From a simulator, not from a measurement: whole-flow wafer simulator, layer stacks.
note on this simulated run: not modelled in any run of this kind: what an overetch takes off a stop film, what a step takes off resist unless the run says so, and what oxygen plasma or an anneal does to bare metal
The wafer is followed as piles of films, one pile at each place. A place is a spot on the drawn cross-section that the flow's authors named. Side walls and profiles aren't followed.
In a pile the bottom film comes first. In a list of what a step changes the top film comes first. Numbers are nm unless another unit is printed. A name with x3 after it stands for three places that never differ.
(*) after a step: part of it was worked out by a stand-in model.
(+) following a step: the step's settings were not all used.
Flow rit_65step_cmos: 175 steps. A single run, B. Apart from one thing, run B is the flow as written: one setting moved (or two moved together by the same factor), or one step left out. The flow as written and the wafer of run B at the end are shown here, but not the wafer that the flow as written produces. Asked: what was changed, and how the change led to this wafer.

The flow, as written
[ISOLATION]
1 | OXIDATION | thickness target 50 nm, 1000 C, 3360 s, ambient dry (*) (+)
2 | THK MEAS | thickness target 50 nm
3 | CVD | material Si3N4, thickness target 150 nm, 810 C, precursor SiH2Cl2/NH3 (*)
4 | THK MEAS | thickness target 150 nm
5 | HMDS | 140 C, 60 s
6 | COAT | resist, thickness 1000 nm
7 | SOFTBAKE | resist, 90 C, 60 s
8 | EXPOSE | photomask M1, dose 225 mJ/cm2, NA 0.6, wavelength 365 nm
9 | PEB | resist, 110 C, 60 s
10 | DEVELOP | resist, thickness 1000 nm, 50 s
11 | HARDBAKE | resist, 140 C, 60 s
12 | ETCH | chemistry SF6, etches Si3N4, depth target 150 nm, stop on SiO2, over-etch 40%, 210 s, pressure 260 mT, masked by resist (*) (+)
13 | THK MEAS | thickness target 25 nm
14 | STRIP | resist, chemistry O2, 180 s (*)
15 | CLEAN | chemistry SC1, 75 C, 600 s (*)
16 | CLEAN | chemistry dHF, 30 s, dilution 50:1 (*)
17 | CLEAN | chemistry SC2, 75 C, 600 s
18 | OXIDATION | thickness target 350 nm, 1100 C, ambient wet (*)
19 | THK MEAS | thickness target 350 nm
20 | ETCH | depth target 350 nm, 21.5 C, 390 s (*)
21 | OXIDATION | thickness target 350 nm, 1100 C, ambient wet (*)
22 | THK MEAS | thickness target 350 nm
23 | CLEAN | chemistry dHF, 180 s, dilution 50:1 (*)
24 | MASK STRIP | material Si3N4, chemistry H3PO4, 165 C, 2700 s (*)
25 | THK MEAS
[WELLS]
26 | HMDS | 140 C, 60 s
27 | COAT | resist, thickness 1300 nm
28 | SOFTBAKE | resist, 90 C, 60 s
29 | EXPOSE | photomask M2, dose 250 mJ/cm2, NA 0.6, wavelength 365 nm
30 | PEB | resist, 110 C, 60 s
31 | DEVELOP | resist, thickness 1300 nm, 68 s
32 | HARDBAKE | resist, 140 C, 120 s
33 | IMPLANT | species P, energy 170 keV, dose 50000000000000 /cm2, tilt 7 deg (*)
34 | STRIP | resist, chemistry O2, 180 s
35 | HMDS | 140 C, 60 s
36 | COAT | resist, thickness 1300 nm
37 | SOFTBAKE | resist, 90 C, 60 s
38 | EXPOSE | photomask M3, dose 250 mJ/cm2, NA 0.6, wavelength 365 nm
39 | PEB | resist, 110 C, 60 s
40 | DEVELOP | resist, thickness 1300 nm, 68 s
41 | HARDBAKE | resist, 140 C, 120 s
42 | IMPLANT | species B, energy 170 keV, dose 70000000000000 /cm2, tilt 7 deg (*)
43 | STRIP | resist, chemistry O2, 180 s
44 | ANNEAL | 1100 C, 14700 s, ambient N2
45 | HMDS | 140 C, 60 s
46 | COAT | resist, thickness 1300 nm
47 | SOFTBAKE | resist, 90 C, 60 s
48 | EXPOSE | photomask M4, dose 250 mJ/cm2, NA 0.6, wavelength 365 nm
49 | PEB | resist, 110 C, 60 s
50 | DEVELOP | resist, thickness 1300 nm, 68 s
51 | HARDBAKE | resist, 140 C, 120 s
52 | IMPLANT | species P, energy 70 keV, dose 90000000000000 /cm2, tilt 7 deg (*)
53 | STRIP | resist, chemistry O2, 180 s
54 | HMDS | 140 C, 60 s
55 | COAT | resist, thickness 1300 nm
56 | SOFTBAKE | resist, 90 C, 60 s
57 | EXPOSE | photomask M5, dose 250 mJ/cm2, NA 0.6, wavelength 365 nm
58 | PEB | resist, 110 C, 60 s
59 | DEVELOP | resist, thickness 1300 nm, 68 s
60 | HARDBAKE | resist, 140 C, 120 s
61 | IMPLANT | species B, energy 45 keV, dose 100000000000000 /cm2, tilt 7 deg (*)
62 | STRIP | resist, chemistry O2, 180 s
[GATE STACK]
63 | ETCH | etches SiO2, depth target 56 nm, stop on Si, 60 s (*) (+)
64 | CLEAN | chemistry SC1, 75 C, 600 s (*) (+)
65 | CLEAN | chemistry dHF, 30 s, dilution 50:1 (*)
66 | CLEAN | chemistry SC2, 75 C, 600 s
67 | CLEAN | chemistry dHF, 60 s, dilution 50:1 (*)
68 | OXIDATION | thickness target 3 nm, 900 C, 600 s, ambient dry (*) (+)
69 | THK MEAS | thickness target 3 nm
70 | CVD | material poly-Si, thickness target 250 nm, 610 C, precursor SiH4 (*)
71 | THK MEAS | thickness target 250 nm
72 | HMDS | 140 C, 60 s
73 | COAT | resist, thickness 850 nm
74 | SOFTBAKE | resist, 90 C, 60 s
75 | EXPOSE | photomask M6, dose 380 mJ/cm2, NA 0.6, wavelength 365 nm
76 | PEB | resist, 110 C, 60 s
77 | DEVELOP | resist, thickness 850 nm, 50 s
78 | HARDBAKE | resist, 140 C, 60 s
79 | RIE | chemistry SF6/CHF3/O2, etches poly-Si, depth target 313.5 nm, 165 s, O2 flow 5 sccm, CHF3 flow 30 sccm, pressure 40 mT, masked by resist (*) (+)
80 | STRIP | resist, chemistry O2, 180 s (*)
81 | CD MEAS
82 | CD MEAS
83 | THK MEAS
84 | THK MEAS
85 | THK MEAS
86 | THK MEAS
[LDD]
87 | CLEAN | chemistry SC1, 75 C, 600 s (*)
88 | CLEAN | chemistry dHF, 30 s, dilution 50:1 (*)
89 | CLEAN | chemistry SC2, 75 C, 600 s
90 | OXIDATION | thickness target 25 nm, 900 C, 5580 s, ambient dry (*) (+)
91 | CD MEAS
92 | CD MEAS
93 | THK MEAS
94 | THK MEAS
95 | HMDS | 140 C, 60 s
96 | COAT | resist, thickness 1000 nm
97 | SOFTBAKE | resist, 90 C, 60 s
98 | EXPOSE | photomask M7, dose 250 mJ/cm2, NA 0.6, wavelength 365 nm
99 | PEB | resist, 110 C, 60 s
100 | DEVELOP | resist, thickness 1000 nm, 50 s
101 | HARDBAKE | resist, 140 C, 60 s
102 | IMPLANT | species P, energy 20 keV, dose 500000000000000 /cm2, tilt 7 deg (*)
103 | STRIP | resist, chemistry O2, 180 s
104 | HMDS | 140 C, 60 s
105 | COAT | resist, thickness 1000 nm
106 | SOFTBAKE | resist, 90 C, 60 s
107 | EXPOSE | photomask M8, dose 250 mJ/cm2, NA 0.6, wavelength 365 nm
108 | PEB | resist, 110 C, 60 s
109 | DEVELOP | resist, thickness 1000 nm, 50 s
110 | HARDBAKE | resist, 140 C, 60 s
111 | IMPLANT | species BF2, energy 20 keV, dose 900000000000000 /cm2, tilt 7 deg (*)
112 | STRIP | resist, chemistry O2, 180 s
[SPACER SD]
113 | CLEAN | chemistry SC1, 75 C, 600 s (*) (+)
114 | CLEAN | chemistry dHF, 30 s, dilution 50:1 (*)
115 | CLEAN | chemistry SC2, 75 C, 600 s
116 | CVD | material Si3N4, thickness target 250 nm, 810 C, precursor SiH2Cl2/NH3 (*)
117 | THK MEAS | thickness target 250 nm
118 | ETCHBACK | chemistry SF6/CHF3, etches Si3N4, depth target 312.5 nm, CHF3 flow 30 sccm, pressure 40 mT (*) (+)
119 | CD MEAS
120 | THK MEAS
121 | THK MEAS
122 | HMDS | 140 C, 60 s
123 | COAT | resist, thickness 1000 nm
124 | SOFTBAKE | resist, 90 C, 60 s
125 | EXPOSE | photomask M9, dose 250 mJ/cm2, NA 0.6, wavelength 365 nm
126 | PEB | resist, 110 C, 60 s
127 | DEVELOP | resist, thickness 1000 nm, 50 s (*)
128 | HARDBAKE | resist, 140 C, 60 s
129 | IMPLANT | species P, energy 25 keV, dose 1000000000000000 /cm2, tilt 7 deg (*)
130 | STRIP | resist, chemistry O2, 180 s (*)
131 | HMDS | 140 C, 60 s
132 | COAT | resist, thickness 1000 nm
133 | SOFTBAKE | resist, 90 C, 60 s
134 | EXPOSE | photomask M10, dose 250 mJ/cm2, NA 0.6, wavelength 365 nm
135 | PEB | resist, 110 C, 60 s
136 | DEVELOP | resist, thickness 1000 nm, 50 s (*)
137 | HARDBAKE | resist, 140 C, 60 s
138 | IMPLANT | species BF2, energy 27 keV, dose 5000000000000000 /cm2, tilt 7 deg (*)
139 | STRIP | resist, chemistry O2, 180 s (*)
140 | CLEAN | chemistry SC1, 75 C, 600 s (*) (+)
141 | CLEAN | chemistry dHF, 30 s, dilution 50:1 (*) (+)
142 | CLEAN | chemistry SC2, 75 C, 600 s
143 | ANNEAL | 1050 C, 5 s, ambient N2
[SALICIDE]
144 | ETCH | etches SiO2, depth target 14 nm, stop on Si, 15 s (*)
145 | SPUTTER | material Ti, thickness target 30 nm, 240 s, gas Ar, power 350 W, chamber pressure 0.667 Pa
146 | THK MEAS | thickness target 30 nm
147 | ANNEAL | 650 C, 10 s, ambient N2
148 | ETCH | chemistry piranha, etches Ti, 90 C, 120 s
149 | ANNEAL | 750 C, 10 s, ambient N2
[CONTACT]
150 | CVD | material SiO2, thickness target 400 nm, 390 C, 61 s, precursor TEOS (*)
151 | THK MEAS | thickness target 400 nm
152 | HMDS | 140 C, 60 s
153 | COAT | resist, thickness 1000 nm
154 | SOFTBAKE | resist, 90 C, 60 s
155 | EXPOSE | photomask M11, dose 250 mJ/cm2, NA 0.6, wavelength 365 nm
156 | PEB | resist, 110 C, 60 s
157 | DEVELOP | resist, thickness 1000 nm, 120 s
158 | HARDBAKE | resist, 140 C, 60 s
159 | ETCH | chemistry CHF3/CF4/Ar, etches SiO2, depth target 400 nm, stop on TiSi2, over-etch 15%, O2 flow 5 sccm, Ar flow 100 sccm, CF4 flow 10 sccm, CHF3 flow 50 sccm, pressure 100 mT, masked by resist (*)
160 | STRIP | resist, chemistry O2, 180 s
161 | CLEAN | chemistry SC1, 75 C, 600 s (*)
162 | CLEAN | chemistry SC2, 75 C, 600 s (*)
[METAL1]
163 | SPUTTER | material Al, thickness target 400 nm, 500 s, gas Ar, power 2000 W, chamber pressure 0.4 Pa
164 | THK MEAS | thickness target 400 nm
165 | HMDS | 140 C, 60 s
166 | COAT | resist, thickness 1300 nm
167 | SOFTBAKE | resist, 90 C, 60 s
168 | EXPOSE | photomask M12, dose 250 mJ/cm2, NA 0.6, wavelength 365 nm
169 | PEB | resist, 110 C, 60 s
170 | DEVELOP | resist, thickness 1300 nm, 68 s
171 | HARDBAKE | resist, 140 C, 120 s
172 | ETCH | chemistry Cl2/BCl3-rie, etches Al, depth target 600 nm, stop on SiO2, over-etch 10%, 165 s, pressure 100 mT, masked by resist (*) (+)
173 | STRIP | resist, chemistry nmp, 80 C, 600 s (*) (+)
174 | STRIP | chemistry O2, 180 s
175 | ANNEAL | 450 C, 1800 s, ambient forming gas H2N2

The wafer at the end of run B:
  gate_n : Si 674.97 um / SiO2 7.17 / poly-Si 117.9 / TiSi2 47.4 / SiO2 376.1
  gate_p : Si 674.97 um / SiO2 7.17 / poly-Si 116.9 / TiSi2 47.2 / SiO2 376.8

Cause: step 145, SPUTTER: thickness target 28 nm was run, while the flow as written has thickness target 30 nm.

Step by step, how the change led to this:
  145 | SPUTTER | material Ti, thickness target 30 nm, 240 s, gas Ar, power 350 W, chamber pressure 0.667 Pa
      field, field_pw, field_nw, field_p, spacer, spacer_p: Ti gains 28 (new film) (it would be, as written: Ti gains 30 (new film))
      gate_n: Ti gains 25.4 (new film) (it would be, as written: Ti gains 27.3 (new film))
      (and at 1 other place as well)
  147 | ANNEAL | 650 C, 10 s, ambient N2
      gate_n: Ti loses 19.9, TiSi first gains 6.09 (new film), TiSi2 C49 gains 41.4 (new film), poly-Si loses 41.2 (it would be, as written: Ti loses 21.3, TiSi first gains 9.82 (new film), TiSi2 C49 gains 39.5 (new film), poly-Si loses 41.9)
      gate_p: Ti loses 19.8, TiSi first gains 5.86 (new film), TiSi2 C49 gains 41.5 (new film), poly-Si loses 41.1 (it would be, as written: Ti loses 21.2, TiSi first gains 9.56 (new film), TiSi2 C49 gains 39.6 (new film), poly-Si loses 41.9)
  148 | ETCH | chemistry piranha, etches Ti, 90 C, 120 s
      field, field_pw, field_nw, field_p, spacer, spacer_p: Ti loses 28 (all of it) (it would be, as written: Ti loses 30 (all of it))
  149 | ANNEAL | 750 C, 10 s, ambient N2
      gate_n: TiSi2 gains 47.4 (new film), TiSi first loses 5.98 (all of it), TiSi2 C49 loses 41.4 (all of it), poly-Si loses 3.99 (it would be, as written: TiSi2 gains 50.8 (new film), TiSi first loses 9.72 (all of it), TiSi2 C49 loses 39.5 (all of it), poly-Si loses 6.48)
      gate_p: TiSi2 gains 47.2 (new film), TiSi first loses 5.76 (all of it), TiSi2 C49 loses 41.5 (all of it), poly-Si loses 3.84 (it would be, as written: TiSi2 gains 50.6 (new film), TiSi first loses 9.46 (all of it), TiSi2 C49 loses 39.6 (all of it), poly-Si loses 6.31)
